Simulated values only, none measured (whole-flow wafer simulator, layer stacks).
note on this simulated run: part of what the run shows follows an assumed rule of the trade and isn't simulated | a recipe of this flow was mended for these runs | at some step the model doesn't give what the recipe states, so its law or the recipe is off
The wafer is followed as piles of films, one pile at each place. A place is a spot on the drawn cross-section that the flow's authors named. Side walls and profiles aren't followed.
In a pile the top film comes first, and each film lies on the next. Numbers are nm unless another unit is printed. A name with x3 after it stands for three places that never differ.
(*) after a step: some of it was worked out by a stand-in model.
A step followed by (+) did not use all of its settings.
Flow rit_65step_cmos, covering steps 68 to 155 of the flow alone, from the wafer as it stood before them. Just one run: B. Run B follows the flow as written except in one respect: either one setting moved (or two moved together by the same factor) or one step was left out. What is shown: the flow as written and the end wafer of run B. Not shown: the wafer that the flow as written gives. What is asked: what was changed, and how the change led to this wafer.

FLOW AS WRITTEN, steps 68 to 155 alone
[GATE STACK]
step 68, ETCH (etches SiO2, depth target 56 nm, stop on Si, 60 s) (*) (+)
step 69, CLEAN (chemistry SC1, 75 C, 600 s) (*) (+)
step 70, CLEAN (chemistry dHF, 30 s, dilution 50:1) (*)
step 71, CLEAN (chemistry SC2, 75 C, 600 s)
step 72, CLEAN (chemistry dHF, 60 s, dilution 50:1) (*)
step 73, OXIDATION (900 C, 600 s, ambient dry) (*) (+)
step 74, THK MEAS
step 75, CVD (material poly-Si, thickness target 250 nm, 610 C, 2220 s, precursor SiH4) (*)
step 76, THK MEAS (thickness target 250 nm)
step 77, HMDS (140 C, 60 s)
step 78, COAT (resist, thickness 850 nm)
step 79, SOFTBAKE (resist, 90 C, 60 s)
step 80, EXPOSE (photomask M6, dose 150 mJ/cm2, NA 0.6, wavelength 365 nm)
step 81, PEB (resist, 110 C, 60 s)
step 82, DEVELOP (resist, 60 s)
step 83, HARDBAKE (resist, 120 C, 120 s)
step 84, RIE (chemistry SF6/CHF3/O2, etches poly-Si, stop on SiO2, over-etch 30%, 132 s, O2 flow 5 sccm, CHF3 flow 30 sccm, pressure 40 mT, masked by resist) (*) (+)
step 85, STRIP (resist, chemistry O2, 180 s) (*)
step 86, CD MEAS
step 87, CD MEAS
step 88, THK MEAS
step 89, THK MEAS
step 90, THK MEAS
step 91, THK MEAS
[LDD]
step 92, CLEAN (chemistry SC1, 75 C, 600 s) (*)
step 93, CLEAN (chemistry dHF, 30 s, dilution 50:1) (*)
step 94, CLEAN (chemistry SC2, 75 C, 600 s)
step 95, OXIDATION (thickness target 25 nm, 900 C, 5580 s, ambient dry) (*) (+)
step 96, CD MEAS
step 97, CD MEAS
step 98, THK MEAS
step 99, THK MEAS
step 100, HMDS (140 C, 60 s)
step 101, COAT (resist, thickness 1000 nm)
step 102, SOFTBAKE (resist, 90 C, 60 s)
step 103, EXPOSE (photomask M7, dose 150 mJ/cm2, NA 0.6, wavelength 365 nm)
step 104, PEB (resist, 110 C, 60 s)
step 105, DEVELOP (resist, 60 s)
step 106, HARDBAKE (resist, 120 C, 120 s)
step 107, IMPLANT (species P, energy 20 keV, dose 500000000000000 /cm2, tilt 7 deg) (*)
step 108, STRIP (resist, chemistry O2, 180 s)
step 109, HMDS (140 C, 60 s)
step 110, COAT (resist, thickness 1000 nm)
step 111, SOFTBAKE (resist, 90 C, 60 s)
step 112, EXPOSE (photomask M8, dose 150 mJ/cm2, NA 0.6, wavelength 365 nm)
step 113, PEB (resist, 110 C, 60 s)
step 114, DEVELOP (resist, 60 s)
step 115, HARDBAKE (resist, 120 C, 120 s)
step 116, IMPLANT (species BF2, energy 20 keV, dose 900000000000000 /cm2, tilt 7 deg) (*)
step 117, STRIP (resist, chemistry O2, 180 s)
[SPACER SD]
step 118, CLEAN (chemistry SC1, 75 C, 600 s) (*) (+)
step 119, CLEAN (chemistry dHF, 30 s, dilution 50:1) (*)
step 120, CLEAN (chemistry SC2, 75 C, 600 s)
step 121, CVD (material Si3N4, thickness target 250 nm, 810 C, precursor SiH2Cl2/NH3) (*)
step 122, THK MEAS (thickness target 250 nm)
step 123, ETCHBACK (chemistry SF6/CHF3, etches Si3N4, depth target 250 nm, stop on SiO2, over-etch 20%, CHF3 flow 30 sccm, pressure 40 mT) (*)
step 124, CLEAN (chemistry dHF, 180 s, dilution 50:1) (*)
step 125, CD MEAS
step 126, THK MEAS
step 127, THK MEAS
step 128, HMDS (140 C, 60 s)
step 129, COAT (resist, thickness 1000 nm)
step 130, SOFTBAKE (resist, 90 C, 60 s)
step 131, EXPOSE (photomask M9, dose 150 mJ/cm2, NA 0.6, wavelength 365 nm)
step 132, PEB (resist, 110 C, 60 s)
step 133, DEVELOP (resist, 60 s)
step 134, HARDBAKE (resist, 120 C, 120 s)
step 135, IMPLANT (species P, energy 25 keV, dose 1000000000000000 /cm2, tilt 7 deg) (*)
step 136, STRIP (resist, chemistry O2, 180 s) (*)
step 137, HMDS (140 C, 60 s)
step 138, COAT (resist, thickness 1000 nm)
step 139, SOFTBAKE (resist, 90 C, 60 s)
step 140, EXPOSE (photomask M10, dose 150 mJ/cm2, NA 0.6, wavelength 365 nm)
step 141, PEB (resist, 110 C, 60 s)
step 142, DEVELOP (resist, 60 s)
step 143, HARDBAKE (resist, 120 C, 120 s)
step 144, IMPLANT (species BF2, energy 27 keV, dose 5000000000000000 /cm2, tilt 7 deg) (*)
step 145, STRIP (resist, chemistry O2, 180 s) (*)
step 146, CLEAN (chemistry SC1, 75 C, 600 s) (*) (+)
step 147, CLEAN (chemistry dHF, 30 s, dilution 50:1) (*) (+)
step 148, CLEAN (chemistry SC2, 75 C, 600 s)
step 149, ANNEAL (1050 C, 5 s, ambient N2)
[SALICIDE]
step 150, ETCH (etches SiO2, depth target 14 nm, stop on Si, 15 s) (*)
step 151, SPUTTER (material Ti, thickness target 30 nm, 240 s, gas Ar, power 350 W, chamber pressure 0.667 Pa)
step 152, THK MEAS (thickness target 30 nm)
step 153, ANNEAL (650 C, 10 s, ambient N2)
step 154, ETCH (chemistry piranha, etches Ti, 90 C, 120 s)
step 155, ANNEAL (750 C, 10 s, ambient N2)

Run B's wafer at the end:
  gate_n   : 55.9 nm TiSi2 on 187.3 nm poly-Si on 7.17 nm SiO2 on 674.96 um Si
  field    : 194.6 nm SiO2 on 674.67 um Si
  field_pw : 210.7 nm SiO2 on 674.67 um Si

What caused this: step 75, CVD: thickness target 262 nm was run, whereas the flow has thickness target 250 nm; step 75, CVD: 2331 s was run, where the flow has 2220 s.

The path from the change to this, step by step:
  step 75, CVD (material poly-Si, thickness target 250 nm, 610 C, 2220 s, precursor SiH4) (*)
      field, field_pw, field_nw and 11 more: +262 poly-Si (new film) (as written it would have been: +250 poly-Si (new film))
  step 84, RIE (chemistry SF6/CHF3/O2, etches poly-Si, stop on SiO2, over-etch 30%, 132 s, O2 flow 5 sccm, CHF3 flow 30 sccm, pressure 40 mT, masked by resist) (*) (+)
      field, field_pw, field_nw and 9 more: -262 poly-Si (all of it), -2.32 SiO2 (as written it would have been: -250 poly-Si (all of it), -2.76 SiO2)
  step 123, ETCHBACK (chemistry SF6/CHF3, etches Si3N4, depth target 250 nm, stop on SiO2, over-etch 20%, CHF3 flow 30 sccm, pressure 40 mT) (*)
      spacer, spacer_p: -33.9 Si3N4 (as written it would have been: -45.9 Si3N4)
